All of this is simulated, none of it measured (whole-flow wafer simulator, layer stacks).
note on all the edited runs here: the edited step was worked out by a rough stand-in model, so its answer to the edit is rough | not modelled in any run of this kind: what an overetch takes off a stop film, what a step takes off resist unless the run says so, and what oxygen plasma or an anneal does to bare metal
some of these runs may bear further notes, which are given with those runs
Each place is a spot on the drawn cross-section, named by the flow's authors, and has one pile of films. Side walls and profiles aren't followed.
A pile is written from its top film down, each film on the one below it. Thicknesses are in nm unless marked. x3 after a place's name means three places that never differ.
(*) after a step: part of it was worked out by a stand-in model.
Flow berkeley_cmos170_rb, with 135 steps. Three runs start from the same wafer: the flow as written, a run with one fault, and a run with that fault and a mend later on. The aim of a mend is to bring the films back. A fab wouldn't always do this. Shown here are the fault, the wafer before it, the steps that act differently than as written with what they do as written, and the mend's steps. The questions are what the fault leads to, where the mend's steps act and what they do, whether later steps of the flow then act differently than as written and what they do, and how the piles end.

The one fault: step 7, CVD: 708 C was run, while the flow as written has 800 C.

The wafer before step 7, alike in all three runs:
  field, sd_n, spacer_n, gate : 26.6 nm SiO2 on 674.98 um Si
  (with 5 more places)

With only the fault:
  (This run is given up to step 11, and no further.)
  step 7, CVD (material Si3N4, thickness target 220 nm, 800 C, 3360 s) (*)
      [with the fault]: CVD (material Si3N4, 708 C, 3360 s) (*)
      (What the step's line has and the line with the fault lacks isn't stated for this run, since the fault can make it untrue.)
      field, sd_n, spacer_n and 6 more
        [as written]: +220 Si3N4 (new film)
        [with the fault]: +42.9 Si3N4 (new film)
  None of the later steps of the flow up to step 11 acts differently than as written at any place that is followed.
  Once step 11 is done, the piles at field, sd_n, spacer_n and 6 more depart from the flow's by more than 2% or 0.5 nm, whichever is larger.
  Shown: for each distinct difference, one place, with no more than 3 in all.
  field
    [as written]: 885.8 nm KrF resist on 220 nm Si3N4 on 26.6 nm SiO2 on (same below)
    [with the fault]: 885.8 nm KrF resist on 42.9 nm Si3N4 on 26.6 nm SiO2 on (same below)
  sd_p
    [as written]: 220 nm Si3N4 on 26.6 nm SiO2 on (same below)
    [with the fault]: 42.9 nm Si3N4 on 26.6 nm SiO2 on (same below)

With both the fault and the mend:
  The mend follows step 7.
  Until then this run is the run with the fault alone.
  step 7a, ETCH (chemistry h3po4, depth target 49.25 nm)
      field, sd_n, spacer_n and 6 more
        -42.9 Si3N4 (all of it)
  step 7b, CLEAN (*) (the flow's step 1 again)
      leaves every film unchanged at each place that is followed
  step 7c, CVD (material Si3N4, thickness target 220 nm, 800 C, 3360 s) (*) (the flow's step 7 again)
      field, sd_n, spacer_n and 6 more
        +220 Si3N4 (new film)
  None of the later steps of the flow acts differently than as written at any place that is followed.
  At every place that both follow, the piles at the end match the flow's.
